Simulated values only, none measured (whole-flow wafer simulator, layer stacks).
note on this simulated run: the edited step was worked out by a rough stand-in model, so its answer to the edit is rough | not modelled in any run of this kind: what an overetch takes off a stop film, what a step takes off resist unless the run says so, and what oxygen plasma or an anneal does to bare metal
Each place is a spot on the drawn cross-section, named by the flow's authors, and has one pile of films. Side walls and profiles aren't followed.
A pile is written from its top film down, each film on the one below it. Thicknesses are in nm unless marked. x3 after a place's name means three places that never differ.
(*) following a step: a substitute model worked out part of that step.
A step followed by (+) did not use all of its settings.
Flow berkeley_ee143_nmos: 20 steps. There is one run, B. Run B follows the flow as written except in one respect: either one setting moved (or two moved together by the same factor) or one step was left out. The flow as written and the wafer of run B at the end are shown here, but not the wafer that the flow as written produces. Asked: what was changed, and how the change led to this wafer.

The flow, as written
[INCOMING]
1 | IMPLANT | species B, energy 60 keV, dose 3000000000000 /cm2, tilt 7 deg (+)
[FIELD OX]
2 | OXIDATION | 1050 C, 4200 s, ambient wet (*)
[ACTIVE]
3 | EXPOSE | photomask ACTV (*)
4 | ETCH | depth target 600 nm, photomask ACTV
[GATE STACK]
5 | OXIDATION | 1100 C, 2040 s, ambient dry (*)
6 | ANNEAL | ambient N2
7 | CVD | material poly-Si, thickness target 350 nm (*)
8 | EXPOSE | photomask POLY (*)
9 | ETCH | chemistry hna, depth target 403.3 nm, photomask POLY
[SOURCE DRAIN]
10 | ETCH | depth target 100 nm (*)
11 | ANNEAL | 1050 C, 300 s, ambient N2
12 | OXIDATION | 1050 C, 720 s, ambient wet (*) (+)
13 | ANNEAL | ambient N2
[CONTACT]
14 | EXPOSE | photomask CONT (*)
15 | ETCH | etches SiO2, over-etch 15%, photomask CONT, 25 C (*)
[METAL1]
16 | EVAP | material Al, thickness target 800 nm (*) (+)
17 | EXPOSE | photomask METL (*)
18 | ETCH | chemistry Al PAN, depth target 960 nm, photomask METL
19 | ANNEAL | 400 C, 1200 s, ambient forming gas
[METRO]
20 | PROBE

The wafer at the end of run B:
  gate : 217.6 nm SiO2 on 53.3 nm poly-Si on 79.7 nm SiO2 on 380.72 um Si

Cause: step 7, CVD: thickness target 149 nm was run, whereas the flow has thickness target 350 nm.

Step by step, how the change led to this:
  7 | CVD | material poly-Si, thickness target 350 nm (*)
      gate, sd, contact, field: +149 poly-Si (new film) (as written it would have been: +350 poly-Si (new film))
  9 | ETCH | chemistry hna, depth target 403.3 nm, photomask POLY
      sd, contact, field: -149 poly-Si (all of it) (as written it would have been: -350 poly-Si (all of it))
